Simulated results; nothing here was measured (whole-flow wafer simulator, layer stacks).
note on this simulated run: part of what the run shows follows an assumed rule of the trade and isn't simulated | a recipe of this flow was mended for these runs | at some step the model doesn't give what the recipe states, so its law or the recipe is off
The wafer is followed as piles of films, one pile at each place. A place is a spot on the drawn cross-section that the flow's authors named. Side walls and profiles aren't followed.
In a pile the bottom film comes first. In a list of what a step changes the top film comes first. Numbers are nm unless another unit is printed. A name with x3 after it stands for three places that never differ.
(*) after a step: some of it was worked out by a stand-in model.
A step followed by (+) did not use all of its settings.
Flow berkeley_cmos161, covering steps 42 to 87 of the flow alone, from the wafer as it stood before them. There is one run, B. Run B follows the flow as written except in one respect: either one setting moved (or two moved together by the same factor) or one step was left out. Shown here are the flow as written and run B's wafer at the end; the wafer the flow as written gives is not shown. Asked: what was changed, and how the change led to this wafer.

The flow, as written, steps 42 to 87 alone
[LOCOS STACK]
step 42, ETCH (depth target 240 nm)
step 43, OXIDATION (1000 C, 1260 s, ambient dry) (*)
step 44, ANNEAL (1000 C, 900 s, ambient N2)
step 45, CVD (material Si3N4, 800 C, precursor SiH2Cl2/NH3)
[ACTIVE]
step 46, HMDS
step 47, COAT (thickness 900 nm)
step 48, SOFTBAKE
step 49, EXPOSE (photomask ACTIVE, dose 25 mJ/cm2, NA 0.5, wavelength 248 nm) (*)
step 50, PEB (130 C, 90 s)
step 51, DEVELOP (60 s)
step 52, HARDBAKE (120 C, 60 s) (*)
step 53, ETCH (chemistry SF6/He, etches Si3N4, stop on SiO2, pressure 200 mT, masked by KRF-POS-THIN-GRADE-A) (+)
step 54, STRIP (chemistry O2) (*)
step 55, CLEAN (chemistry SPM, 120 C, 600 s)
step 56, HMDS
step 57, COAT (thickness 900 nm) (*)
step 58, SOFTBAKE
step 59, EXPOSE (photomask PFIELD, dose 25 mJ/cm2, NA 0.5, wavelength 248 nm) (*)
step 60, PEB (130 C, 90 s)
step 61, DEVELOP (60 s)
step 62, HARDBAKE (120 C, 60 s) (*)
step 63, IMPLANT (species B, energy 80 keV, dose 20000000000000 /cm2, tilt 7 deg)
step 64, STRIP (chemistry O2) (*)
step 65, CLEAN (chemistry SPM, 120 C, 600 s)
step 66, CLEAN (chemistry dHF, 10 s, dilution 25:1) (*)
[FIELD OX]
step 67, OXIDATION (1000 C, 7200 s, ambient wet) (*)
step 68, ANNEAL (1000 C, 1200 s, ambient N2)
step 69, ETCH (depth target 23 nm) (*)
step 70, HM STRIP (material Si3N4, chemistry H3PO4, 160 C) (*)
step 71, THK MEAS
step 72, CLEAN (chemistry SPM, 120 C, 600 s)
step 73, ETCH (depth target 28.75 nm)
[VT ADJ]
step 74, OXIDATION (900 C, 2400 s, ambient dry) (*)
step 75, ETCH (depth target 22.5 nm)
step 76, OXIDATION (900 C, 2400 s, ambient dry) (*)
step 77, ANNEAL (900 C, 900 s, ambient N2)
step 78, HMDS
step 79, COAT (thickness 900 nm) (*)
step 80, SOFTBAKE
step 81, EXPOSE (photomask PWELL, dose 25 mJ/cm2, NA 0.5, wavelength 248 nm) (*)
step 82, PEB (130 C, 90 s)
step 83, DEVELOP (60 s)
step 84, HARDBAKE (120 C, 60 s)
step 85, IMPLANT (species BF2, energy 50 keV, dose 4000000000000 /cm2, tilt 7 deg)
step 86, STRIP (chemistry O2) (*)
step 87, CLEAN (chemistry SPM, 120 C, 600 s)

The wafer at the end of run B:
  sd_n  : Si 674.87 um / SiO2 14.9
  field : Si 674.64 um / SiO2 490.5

Cause: step 73, ETCH: depth target 14.38 nm was run, while the flow as written has depth target 28.75 nm.

How this came from the change, step by step:
  step 73, ETCH (depth target 28.75 nm)
      spacer_n, gate_n, spacer_p, gate_p, contact, m1: SiO2 loses 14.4 (it would be, as written: SiO2 loses 17.9 (all of it))
      sd_n, sd_p: SiO2 loses 14.4 (it would be, as written: SiO2 loses 18.1 (all of it))
      (also at 1 further place)
  step 74, OXIDATION (900 C, 2400 s, ambient dry) (*)
      sd_n, spacer_n, gate_n, sd_p, spacer_p, gate_p, contact, m1: SiO2 gains 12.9, Si loses 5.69 (it would be, as written: SiO2 gains 14.9 (new film), Si loses 6.57)
  step 75, ETCH (depth target 22.5 nm)
      spacer_n, gate_n, spacer_p, gate_p, contact, m1: SiO2 loses 16.4 (all of it) (it would be, as written: SiO2 loses 14.9 (all of it))
      sd_n, sd_p: SiO2 loses 16.7 (all of it) (it would be, as written: SiO2 loses 14.9 (all of it))
